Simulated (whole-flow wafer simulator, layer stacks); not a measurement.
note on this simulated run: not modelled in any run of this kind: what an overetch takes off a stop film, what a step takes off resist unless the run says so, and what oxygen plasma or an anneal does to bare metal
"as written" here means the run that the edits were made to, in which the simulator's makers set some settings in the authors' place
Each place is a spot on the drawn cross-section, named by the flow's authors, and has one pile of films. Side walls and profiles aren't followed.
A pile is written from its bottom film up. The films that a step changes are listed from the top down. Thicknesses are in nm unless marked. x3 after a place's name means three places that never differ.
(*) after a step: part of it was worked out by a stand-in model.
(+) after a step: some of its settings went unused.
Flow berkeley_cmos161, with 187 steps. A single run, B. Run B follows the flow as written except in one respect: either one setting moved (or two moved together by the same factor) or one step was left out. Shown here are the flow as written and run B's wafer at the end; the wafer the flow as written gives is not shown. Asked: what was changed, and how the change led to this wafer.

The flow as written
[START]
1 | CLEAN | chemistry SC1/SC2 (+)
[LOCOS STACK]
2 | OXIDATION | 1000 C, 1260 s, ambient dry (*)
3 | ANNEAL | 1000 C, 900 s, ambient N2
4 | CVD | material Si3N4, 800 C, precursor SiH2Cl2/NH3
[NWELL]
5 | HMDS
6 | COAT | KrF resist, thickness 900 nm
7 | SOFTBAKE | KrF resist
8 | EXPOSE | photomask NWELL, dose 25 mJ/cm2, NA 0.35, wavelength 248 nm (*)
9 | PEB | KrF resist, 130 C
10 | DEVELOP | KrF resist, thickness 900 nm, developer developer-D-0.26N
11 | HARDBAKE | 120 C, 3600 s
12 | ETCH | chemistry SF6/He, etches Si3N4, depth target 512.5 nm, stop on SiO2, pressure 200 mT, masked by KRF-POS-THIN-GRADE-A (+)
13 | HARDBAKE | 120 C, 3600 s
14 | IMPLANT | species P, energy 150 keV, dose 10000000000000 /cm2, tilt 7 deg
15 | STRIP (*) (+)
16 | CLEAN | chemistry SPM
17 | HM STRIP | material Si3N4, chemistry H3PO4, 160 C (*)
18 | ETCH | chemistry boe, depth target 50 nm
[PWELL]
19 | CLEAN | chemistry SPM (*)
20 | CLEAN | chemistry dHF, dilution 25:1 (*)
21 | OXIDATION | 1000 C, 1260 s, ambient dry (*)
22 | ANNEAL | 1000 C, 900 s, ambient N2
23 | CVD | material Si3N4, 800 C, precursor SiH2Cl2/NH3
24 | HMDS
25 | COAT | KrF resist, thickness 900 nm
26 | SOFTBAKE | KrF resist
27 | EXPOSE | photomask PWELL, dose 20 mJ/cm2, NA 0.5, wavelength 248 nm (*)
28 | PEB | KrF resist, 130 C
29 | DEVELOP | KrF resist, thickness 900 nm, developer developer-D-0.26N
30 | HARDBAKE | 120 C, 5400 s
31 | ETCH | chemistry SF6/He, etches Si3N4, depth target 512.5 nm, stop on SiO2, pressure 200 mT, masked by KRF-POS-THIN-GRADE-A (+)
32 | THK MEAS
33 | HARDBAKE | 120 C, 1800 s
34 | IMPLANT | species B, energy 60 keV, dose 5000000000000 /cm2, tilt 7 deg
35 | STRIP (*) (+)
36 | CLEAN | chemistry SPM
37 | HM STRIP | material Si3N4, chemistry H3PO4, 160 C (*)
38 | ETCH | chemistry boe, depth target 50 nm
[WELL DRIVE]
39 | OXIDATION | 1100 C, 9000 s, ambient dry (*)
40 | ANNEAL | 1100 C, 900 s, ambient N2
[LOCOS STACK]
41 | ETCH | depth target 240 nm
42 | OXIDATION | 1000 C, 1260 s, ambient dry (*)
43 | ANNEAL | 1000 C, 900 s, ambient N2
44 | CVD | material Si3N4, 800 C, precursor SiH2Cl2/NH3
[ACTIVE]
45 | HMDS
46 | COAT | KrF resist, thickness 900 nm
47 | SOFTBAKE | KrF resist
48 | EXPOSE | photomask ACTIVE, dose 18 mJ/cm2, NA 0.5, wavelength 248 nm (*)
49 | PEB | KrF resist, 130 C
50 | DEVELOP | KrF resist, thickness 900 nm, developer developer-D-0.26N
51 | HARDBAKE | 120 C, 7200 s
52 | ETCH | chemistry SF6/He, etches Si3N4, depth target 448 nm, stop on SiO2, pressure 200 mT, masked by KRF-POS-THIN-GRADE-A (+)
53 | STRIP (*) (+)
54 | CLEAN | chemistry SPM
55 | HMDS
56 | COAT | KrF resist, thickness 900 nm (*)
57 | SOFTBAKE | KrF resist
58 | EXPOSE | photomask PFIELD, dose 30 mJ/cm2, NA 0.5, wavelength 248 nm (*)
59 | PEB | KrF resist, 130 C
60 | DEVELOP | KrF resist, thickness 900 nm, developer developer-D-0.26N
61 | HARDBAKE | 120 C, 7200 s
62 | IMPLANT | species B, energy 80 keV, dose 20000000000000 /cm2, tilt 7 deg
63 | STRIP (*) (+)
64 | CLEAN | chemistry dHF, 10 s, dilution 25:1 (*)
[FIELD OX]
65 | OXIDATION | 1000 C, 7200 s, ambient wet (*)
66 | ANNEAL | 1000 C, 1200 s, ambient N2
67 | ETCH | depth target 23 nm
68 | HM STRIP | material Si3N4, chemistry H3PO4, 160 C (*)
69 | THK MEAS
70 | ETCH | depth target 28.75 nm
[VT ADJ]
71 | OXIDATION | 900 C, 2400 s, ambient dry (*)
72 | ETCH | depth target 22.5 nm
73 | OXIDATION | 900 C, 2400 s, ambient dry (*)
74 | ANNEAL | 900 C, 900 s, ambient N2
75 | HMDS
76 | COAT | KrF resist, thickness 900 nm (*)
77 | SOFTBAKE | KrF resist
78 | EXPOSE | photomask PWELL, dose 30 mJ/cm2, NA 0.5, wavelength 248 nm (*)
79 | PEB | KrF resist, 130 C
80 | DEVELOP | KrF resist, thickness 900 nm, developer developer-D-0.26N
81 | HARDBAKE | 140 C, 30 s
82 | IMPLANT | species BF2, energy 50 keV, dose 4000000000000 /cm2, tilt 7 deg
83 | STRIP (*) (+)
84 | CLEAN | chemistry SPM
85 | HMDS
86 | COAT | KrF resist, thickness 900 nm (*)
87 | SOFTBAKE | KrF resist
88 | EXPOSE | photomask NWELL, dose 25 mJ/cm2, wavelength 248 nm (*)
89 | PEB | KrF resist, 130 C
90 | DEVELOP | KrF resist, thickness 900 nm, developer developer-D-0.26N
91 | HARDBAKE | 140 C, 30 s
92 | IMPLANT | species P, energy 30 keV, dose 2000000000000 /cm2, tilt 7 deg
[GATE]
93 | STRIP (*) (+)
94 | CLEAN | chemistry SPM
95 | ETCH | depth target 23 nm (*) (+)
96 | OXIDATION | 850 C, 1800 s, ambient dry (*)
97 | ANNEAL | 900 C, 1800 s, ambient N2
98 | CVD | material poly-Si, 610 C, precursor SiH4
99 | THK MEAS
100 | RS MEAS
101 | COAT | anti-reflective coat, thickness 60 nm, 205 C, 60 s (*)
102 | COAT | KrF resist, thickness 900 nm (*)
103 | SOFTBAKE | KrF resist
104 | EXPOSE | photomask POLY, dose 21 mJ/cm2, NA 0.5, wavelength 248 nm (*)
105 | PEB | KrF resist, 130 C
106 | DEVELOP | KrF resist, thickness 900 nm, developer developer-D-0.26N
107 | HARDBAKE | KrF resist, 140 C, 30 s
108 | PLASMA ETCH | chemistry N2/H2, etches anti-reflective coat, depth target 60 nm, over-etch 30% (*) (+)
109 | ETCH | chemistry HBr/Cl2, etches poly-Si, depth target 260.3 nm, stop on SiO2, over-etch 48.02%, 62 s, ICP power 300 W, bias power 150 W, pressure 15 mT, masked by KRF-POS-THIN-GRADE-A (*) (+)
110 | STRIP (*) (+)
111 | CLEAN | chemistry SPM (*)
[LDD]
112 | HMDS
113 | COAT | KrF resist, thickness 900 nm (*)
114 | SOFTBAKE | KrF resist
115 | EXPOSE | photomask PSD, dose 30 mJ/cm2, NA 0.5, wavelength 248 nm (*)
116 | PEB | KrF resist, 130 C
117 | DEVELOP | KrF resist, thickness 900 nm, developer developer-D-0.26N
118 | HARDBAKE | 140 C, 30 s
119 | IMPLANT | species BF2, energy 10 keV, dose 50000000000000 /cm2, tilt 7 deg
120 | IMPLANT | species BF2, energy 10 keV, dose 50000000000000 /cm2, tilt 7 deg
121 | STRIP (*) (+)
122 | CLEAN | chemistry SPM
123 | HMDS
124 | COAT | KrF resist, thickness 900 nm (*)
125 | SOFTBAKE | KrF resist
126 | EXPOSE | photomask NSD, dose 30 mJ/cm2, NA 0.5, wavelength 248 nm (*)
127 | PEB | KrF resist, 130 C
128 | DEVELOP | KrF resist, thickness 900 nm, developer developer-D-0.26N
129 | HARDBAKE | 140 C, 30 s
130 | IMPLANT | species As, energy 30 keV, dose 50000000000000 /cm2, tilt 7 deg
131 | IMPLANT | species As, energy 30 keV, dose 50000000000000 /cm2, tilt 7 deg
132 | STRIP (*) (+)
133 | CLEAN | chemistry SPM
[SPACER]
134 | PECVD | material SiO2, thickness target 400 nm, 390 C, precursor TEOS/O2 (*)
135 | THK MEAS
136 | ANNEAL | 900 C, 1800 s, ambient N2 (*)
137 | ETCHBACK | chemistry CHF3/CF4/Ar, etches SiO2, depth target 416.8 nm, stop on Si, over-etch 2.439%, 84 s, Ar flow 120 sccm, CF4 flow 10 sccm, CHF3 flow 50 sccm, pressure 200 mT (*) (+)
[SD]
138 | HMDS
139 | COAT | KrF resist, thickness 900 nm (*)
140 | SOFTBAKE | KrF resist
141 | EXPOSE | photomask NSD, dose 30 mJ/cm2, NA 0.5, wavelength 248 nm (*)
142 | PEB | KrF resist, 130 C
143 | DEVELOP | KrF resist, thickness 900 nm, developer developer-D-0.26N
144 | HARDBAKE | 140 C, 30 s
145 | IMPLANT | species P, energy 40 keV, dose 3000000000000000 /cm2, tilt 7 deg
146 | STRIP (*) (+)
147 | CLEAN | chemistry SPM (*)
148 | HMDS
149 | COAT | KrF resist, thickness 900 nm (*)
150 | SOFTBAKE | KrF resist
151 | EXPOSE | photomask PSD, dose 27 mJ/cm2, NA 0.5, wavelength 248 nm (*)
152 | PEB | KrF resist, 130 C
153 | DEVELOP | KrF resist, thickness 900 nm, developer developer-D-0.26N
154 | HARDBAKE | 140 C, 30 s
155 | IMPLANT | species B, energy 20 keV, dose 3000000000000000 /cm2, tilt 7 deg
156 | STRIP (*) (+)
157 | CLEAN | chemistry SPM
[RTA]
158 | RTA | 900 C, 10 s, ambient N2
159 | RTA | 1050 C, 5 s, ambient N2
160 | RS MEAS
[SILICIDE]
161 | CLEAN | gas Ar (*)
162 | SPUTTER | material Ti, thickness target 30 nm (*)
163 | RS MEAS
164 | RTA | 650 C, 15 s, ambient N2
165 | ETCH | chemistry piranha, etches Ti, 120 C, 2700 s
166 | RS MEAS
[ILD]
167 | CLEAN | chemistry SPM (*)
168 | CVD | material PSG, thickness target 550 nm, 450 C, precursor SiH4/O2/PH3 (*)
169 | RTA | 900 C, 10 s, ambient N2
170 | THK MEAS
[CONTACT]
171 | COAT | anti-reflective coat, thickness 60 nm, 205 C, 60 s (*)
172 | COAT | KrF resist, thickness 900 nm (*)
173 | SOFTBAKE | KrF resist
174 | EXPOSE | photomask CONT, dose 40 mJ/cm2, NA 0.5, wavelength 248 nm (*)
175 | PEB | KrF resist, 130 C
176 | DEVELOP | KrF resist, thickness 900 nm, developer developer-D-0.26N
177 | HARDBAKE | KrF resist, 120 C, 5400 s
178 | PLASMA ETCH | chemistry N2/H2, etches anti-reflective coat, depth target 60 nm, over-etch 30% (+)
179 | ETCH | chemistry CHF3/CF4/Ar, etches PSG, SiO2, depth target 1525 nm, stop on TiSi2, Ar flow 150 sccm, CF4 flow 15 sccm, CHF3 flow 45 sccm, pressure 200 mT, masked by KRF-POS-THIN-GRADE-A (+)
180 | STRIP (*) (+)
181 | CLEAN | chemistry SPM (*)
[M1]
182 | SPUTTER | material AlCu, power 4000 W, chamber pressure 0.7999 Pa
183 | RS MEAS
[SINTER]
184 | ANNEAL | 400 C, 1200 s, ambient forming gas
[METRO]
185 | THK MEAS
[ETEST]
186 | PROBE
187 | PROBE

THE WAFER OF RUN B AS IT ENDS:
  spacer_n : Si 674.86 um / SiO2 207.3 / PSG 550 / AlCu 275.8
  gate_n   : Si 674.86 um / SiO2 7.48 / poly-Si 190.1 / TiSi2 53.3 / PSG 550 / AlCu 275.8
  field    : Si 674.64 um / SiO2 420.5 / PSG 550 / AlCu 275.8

What caused this: step 72, ETCH: depth target 10.35 nm was run, though the flow has depth target 22.5 nm.

Step by step, how the change led to this:
  72 | ETCH | depth target 22.5 nm
      sd_n, spacer_n, gate_n, sd_p, spacer_p, gate_p, contact, m1: SiO2 loses 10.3 (in the flow as written it would be: SiO2 loses 14.9 (all of it))
      field: SiO2 loses 10.3 (in the flow as written it would be: SiO2 loses 22.5)
  73 | OXIDATION | 900 C, 2400 s, ambient dry (*)
      sd_n, spacer_n, gate_n, sd_p, spacer_p, gate_p, contact, m1: SiO2 gains 11.6, Si loses 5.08 (in the flow as written it would be: SiO2 gains 14.9 (new film), Si loses 6.57)
  95 | ETCH | depth target 23 nm (*) (+)
      sd_n, spacer_n, gate_n, sd_p, spacer_p, gate_p, contact, m1: SiO2 loses 16.1 (all of it) (in the flow as written it would be: SiO2 loses 14.9 (all of it))
  101 | COAT | anti-reflective coat, thickness 60 nm, 205 C, 60 s (*)
      sd_n: anti-reflective coat gains 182 (new film) (in the flow as written it would be: anti-reflective coat gains 173.5 (new film))
      spacer_n: anti-reflective coat gains 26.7 (new film) (in the flow as written it would be: anti-reflective coat gains 28.7 (new film))
      (also at 4 further places)
  108 | PLASMA ETCH | chemistry N2/H2, etches anti-reflective coat, depth target 60 nm, over-etch 30% (*) (+)
      sd_n: anti-reflective coat loses 182 (all of it), poly-Si loses 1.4 (in the flow as written it would be: anti-reflective coat loses 173.5 (all of it), poly-Si loses 1.33)
      spacer_n: anti-reflective coat loses 26.7 (all of it), poly-Si loses 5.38 (in the flow as written it would be: anti-reflective coat loses 28.7 (all of it), poly-Si loses 5.05)
      (also at 2 further places)
  110 | STRIP (*) (+)
      gate_n: chemical SiO2 gains 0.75 (new film), KrF resist loses 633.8 (all of it), anti-reflective coat loses 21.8 (all of it), poly-Si loses 0.33 (in the flow as written it would be: chemical SiO2 gains 0.75 (new film), KrF resist loses 626.8 (all of it), anti-reflective coat loses 23.7 (all of it), poly-Si loses 0.33)
      gate_p: chemical SiO2 gains 0.75 (new film), KrF resist loses 602.3 (all of it), anti-reflective coat loses 26.9 (all of it), poly-Si loses 0.33 (in the flow as written it would be: chemical SiO2 gains 0.75 (new film), KrF resist loses 598.2 (all of it), anti-reflective coat loses 27.9 (all of it), poly-Si loses 0.33)
  171 | COAT | anti-reflective coat, thickness 60 nm, 205 C, 60 s (*)
      sd_n: anti-reflective coat gains 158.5 (new film) (in the flow as written it would be: anti-reflective coat gains 149.7 (new film))
      m1: anti-reflective coat gains 100.7 (new film) (in the flow as written it would be: anti-reflective coat gains 97.8 (new film))
  180 | STRIP (*) (+)
      sd_n: KrF resist loses 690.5 (all of it), anti-reflective coat loses 158.5 (all of it) (in the flow as written it would be: KrF resist loses 692.5 (all of it), anti-reflective coat loses 149.7 (all of it))
      m1: KrF resist loses 743.5 (all of it), anti-reflective coat loses 100.7 (all of it) (in the flow as written it would be: KrF resist loses 739.9 (all of it), anti-reflective coat loses 97.8 (all of it))
